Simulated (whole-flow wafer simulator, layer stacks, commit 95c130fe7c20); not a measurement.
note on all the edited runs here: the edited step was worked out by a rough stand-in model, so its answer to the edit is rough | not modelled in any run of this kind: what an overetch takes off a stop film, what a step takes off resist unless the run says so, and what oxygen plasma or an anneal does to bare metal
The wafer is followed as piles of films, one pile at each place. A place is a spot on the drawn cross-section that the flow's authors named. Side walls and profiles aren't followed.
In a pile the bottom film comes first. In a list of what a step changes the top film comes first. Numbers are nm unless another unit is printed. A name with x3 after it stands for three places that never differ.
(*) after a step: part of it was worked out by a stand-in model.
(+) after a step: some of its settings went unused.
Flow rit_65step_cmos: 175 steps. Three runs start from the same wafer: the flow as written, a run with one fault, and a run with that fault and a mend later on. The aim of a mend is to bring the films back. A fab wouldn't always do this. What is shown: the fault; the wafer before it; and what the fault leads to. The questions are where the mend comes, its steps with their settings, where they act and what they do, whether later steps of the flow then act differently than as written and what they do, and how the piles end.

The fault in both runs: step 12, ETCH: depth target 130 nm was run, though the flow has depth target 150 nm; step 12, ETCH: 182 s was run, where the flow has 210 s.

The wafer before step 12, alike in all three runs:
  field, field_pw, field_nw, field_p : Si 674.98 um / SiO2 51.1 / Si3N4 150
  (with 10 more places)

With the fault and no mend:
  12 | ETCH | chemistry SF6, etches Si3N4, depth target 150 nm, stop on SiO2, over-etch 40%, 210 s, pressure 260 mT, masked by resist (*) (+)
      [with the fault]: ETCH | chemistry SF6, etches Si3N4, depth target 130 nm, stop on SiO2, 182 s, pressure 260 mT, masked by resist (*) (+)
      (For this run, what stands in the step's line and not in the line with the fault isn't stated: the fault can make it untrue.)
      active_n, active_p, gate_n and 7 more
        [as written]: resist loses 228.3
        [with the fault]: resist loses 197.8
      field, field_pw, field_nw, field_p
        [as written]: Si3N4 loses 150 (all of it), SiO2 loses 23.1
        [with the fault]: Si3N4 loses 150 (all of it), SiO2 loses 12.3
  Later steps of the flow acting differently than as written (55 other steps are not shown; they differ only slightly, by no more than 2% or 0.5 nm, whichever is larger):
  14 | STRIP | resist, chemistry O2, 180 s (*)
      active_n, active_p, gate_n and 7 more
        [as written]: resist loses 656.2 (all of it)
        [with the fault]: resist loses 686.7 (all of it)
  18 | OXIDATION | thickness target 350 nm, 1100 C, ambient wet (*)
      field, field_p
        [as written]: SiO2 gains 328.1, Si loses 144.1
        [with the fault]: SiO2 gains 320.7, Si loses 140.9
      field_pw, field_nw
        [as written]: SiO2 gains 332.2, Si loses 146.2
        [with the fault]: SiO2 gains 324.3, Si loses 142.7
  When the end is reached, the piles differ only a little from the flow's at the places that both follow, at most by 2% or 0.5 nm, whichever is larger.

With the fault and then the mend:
  The mend follows step 13.
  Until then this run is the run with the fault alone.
  13a | ETCH | chemistry SF6, etches Si3N4, depth target 20 nm, stop on SiO2, over-etch 40%, 28 s, pressure 260 mT, masked by resist (+) (the flow's step 12, run once more with other settings)
      active_n, active_p, gate_n and 7 more
        resist loses 30.4
      field, field_pw, field_nw, field_p
        SiO2 loses 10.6
  Every later step of the flow that is run acts as written, at every place that is followed, to within 2% or 0.5 nm, whichever is larger.
  The piles end the same as the flow's at every place that both follow.
